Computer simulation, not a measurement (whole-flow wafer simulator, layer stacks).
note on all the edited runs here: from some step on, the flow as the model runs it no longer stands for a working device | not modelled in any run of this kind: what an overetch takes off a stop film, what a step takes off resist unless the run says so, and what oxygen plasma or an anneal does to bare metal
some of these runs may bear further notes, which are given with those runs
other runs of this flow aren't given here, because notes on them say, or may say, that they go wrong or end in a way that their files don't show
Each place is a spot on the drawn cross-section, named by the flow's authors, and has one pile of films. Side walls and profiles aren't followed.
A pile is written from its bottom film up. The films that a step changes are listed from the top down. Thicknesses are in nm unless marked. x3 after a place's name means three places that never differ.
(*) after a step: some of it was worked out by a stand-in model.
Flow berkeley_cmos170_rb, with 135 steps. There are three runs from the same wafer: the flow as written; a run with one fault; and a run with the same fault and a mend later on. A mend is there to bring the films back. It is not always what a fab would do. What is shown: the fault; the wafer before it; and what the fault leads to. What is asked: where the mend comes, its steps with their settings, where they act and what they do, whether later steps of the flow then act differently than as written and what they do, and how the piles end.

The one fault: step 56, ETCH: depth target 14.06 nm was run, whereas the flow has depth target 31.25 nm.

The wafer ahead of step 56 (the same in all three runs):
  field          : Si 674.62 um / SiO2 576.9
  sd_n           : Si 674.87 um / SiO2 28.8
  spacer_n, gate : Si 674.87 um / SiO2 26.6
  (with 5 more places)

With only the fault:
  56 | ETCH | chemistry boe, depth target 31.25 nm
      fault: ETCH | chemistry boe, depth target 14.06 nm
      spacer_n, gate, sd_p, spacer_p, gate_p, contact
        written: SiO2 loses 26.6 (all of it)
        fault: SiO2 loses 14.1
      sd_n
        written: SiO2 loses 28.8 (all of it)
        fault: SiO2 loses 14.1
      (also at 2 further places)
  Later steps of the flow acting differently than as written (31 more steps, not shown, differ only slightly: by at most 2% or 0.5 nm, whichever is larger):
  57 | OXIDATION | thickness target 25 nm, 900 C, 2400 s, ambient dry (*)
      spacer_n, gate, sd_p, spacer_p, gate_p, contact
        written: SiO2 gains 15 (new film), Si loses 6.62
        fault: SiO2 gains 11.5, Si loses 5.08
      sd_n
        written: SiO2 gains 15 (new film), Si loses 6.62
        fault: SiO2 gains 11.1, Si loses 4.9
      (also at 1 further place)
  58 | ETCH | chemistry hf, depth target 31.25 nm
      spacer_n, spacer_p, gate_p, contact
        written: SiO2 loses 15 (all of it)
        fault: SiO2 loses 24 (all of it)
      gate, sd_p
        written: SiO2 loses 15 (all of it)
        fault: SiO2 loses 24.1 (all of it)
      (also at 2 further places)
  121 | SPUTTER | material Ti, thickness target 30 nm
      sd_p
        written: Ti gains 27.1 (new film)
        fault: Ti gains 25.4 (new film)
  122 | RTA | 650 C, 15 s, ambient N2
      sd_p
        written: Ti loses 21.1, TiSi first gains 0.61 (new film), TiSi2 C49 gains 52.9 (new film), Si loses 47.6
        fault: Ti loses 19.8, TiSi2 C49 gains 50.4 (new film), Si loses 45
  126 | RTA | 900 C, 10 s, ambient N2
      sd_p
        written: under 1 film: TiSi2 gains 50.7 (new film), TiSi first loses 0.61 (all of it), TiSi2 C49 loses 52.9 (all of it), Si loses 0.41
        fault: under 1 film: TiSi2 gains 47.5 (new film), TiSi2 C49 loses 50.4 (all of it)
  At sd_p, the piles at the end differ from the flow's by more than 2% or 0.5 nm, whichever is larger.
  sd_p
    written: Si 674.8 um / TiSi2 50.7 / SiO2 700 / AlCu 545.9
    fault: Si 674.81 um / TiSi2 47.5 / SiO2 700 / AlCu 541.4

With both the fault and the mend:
  After step 56 comes the mend.
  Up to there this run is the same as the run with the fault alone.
  56a | ETCH | chemistry boe, depth target 17.19 nm (the flow's step 56, run once more with other settings)
      spacer_n, spacer_p, gate_p, contact
        SiO2 loses 12.5 (all of it)
      gate, sd_p
        SiO2 loses 12.6 (all of it)
      field
        SiO2 loses 17.2
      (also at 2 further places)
  Every later step of the flow that is run acts as written, at every place that is followed, to within 2% or 0.5 nm, whichever is larger.
  The piles end the same as the flow's at every place that both follow.
